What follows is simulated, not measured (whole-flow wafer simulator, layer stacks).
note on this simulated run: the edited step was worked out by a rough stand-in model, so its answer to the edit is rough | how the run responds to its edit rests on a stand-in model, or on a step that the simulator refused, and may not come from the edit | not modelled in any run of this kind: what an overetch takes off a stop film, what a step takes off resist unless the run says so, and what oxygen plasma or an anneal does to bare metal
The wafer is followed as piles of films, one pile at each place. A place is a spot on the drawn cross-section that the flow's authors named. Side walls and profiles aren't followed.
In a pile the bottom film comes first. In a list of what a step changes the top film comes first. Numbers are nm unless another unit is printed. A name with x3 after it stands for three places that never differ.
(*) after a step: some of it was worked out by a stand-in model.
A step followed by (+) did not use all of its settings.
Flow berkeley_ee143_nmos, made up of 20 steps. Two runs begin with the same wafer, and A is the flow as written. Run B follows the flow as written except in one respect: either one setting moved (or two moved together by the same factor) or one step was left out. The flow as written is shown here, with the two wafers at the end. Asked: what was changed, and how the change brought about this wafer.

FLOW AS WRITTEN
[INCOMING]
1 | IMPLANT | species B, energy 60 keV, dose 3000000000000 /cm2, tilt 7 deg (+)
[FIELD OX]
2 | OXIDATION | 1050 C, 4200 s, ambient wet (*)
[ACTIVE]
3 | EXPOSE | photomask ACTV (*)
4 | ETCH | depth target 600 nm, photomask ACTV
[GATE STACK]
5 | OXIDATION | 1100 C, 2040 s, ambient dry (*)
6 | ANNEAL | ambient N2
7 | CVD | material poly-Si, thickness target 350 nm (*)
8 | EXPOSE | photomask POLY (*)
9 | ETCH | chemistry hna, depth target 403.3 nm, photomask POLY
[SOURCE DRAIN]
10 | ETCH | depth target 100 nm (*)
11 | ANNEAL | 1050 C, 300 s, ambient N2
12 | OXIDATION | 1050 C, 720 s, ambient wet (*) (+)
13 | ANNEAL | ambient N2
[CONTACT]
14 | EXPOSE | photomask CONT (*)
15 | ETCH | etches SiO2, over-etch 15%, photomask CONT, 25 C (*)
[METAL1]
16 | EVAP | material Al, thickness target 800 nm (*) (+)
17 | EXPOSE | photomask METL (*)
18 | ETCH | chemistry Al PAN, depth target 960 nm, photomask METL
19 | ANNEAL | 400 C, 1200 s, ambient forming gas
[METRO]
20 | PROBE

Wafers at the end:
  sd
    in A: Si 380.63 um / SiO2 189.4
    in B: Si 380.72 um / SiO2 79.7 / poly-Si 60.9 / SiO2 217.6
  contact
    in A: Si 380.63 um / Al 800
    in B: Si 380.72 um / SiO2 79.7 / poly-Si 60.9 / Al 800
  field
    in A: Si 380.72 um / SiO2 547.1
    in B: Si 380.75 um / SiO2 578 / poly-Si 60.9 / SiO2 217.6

Cause: step 7, CVD: thickness target 560 nm was run, while the flow as written has thickness target 350 nm.

Step by step, how the change led to this:
  7 | CVD | material poly-Si, thickness target 350 nm (*)
      gate, sd, contact, field: A poly-Si gains 350 (new film) | B poly-Si gains 560 (new film)
  9 | ETCH | chemistry hna, depth target 403.3 nm, photomask POLY
      sd, contact, field: A poly-Si loses 350 (all of it) | B poly-Si loses 403.3
  10 | ETCH | depth target 100 nm (*)
      sd, contact: A SiO2 loses 79.7 (all of it) | B nothing
      field: A SiO2 loses 100 | B nothing
  12 | OXIDATION | 1050 C, 720 s, ambient wet (*) (+)
      sd, contact: A SiO2 gains 189.4 (new film), Si loses 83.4 | B SiO2 gains 217.6 (new film), poly-Si loses 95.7
      field: A SiO2 gains 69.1, Si loses 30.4 | B SiO2 gains 217.6 (new film), poly-Si loses 95.7
  15 | ETCH | etches SiO2, over-etch 15%, photomask CONT, 25 C (*)
      contact: A SiO2 loses 189.4 (all of it) | B SiO2 loses 217.6 (all of it)
